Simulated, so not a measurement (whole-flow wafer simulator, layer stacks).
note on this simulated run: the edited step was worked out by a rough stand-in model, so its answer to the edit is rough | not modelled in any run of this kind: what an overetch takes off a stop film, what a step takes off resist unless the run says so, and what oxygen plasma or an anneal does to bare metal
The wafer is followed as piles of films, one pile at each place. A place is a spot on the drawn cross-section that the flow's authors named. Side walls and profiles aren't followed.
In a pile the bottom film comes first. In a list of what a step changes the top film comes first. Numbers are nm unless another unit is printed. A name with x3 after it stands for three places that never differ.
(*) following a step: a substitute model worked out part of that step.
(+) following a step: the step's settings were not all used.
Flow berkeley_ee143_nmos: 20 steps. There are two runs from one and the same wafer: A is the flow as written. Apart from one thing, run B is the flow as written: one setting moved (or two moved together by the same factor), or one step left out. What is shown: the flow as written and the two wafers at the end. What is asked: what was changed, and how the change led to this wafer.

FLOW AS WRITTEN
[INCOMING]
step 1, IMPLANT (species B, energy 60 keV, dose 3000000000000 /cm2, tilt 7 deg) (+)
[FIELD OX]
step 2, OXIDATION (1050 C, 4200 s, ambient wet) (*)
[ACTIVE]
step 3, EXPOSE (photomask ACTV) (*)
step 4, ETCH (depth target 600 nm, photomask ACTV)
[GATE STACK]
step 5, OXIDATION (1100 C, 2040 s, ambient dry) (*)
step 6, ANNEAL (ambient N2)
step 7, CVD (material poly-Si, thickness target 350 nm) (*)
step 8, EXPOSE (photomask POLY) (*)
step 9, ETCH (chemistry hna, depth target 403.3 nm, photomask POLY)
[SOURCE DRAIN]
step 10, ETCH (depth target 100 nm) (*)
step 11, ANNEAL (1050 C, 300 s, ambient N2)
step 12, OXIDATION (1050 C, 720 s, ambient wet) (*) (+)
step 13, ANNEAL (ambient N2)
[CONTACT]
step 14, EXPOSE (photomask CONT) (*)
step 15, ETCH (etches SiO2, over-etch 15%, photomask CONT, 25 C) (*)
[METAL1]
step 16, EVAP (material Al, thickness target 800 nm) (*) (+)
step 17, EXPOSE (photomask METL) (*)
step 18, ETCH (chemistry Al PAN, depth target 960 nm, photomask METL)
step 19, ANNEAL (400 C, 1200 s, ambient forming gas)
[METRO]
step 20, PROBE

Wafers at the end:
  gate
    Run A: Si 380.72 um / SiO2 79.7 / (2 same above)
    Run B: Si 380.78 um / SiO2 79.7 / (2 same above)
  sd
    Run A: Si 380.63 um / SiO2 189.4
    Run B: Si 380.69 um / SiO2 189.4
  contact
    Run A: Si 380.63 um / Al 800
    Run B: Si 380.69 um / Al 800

Cause: step 2, OXIDATION: 2625 s was run, while the flow as written has 4200 s.

The path from the change to this, step by step:
  step 2, OXIDATION (1050 C, 4200 s, ambient wet) (*)
      gate, sd, contact, field: A +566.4 SiO2 (new film), -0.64 chemical SiO2 (all of it), -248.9 Si | B +426.2 SiO2 (new film), -0.64 chemical SiO2 (all of it), -187.3 Si
  step 4, ETCH (depth target 600 nm, photomask ACTV)
      gate, sd, contact: A -566.4 SiO2 (all of it) | B -426.2 SiO2 (all of it)
  step 5, OXIDATION (1100 C, 2040 s, ambient dry) (*)
      field: A +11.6 SiO2, -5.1 Si | B +14.7 SiO2, -6.48 Si
  step 12, OXIDATION (1050 C, 720 s, ambient wet) (*) (+)
      field: A +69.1 SiO2, -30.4 Si | B +85.9 SiO2, -37.8 Si
